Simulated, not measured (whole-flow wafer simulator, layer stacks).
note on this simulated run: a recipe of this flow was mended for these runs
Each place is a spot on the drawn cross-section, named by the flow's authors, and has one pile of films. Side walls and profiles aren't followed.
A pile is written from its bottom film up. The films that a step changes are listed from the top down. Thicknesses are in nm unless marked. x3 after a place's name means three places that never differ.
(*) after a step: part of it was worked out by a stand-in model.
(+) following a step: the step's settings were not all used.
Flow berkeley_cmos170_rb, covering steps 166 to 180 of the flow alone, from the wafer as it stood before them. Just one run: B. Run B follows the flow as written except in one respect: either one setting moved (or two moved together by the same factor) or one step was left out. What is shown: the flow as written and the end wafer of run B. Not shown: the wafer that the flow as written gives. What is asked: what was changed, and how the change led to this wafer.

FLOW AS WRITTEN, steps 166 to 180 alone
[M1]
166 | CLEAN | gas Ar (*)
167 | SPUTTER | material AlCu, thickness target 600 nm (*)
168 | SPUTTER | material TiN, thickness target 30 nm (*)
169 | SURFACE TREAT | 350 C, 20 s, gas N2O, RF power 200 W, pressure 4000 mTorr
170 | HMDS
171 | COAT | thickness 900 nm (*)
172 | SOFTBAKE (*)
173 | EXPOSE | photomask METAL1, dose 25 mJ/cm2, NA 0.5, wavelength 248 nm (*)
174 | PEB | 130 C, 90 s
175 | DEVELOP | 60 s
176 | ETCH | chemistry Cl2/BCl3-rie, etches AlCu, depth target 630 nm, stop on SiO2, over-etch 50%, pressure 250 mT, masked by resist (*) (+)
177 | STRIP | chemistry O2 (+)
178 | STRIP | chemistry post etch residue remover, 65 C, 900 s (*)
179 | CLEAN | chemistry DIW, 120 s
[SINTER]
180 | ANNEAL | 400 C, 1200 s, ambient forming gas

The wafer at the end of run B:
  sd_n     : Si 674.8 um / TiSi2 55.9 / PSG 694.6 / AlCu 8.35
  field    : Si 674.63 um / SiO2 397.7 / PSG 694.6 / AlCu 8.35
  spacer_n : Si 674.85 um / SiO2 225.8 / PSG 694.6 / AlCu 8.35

What caused this: step 167, SPUTTER: thickness target 926.2 nm was run, whereas the flow has thickness target 600 nm.

The path from the change to this, step by step:
  167 | SPUTTER | material AlCu, thickness target 600 nm (*)
      field, sd_n, spacer_n, gate, spacer_p, gate_p, m1: +926.2 AlCu (new film) (as written it would have been: +600 AlCu (new film))
      sd_p: +866.1 AlCu (new film) (as written it would have been: +549.6 AlCu (new film))
      (also at 1 further place)
  168 | SPUTTER | material TiN, thickness target 30 nm (*)
      contact: +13 TiN (new film) (as written it would have been: +16.3 TiN (new film))
  171 | COAT | thickness 900 nm (*)
      contact: +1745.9 KrF-resist (new film) (as written it would have been: +1612.7 KrF-resist (new film))
  176 | ETCH | chemistry Cl2/BCl3-rie, etches AlCu, depth target 630 nm, stop on SiO2, over-etch 50%, pressure 250 mT, masked by resist (*) (+)
      field, sd_n, spacer_n, gate, spacer_p, gate_p: -30 TiN (all of it), -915 AlCu (as written it would have been: -30 TiN (all of it), -600 AlCu (all of it), -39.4 PSG)
      sd_p: -25.7 TiN (all of it), -866.1 AlCu (all of it), -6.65 PSG (as written it would have been: -25.8 TiN (all of it), -549.6 AlCu (all of it), -46.2 PSG)
  177 | STRIP | chemistry O2 (+)
      contact: -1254 KrF-resist (all of it) (as written it would have been: -1121.3 KrF-resist (all of it))
  178 | STRIP | chemistry post etch residue remover, 65 C, 900 s (*)
      field, sd_n, spacer_n, gate, spacer_p, gate_p: -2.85 AlCu (as written it would have been: nothing)
With metal films that touch counted as one body, sd_n has 1 body; the flow as written gives 0 bodies.
With metal films that touch counted as one body, field has 1 body; the flow as written gives 0 bodies.
With metal films that touch counted as one body, spacer_n has 1 body; the flow as written gives 0 bodies.
